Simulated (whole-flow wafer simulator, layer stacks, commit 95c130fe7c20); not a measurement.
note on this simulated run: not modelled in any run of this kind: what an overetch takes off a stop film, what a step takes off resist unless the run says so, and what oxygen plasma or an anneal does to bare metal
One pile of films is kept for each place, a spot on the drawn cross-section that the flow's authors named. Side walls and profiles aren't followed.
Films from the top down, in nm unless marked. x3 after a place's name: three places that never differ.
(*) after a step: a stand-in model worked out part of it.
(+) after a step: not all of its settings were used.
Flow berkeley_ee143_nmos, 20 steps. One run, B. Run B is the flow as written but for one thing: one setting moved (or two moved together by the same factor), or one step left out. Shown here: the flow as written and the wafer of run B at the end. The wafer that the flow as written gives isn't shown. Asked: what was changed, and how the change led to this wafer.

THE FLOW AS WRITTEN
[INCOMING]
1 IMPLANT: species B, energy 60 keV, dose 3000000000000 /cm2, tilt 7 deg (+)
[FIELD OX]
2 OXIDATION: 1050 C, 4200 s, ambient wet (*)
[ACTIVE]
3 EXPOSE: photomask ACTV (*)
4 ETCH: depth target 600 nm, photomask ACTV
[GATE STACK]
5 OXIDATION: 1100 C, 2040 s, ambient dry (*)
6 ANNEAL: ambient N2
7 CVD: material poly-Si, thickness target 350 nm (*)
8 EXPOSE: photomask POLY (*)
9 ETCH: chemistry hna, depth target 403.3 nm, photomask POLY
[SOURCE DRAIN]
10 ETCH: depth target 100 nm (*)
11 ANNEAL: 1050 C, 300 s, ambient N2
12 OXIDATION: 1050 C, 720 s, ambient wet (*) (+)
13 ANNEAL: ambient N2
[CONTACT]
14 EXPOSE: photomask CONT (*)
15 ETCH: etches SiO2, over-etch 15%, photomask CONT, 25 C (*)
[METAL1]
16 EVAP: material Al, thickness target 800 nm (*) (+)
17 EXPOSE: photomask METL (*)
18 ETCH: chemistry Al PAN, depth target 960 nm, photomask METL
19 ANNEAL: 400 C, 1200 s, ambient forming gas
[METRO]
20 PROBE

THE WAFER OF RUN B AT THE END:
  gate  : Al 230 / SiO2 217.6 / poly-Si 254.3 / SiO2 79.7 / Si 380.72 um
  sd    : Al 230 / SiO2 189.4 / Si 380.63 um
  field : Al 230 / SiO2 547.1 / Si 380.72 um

The cause: step 18, ETCH: depth target 570 nm was run, where the flow has depth target 960 nm.

How the change led to this, step by step:
  18 ETCH: chemistry Al PAN, depth target 960 nm, photomask METL
      gate, sd, field: Al -570 (as written it would be: Al -800 (all of it))
Counting metal films that touch as one body, gate has 1 body; the flow as written gives 0 bodies.
Counting metal films that touch as one body, sd has 1 body; the flow as written gives 0 bodies.
Counting metal films that touch as one body, field has 1 body; the flow as written gives 0 bodies.
